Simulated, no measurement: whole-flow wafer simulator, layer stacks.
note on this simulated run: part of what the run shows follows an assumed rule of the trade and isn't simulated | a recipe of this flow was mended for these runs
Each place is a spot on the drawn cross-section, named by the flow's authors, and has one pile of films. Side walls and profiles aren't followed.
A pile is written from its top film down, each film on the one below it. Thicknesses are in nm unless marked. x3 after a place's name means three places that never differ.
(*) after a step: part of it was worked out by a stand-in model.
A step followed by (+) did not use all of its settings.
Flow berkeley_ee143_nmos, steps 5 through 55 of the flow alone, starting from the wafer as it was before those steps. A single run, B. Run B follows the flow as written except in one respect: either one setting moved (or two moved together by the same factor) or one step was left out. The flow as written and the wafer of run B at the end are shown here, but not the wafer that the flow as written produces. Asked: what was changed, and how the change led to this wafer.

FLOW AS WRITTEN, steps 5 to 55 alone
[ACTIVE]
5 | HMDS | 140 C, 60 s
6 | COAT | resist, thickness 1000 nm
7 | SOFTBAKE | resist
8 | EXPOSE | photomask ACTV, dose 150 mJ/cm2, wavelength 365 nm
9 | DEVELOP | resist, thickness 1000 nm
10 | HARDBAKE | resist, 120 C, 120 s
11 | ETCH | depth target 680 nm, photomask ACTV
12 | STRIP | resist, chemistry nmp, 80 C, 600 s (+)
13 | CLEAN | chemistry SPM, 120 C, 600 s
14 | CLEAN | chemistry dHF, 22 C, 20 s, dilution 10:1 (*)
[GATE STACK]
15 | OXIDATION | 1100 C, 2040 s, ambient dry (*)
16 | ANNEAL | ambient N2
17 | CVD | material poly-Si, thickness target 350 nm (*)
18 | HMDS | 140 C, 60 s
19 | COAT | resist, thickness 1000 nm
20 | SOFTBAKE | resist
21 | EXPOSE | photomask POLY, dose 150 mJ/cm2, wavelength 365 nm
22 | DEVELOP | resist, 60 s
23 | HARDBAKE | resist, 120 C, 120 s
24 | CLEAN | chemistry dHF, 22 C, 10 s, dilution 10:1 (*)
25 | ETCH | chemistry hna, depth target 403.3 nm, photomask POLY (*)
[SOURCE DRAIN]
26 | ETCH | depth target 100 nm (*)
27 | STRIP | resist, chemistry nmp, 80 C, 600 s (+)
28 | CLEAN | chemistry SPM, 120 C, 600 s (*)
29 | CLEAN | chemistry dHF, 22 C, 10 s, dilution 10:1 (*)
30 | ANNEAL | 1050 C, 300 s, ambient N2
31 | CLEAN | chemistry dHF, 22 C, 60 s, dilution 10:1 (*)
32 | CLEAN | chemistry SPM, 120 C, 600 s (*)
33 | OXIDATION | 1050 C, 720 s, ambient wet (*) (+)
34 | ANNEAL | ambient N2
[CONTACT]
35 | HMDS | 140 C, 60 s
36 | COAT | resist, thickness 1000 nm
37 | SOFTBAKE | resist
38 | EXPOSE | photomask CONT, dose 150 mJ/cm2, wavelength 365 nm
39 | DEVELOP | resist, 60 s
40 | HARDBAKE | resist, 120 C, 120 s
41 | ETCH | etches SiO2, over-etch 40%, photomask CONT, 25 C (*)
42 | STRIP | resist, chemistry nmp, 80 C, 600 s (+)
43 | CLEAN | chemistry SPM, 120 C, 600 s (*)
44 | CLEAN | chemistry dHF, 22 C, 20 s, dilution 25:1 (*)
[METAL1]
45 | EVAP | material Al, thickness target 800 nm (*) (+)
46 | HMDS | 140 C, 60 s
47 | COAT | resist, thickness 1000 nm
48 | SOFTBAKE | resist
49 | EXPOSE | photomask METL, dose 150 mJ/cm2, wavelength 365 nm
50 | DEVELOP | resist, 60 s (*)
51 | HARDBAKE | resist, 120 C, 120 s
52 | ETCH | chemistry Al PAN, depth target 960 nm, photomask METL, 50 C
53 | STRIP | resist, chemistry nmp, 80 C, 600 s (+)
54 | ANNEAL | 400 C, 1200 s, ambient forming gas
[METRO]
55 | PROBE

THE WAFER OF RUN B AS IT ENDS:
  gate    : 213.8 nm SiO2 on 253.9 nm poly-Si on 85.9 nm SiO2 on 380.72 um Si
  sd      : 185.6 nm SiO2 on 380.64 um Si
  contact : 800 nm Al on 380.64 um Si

The reason: step 11, ETCH: depth target 533 nm was run, though the flow has depth target 680 nm.

How this came from the change, step by step:
  11 | ETCH | depth target 680 nm, photomask ACTV
      gate, sd, contact: -533 SiO2 (it would be, as written: -566.4 SiO2 (all of it))
  13 | CLEAN | chemistry SPM, 120 C, 600 s
      gate, sd, contact: nothing (it would be, as written: +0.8 chemical SiO2 (new film), -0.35 Si)
  14 | CLEAN | chemistry dHF, 22 C, 20 s, dilution 10:1 (*)
      gate, sd, contact: -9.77 SiO2 (it would be, as written: -0.8 chemical SiO2 (all of it))
  15 | OXIDATION | 1100 C, 2040 s, ambient dry (*)
      gate, sd, contact: +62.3 SiO2, -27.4 Si (it would be, as written: +79.7 SiO2 (new film), -35.1 Si)
  26 | ETCH | depth target 100 nm (*)
      sd, contact: -84.8 SiO2 (all of it) (it would be, as written: -78.6 SiO2 (all of it))
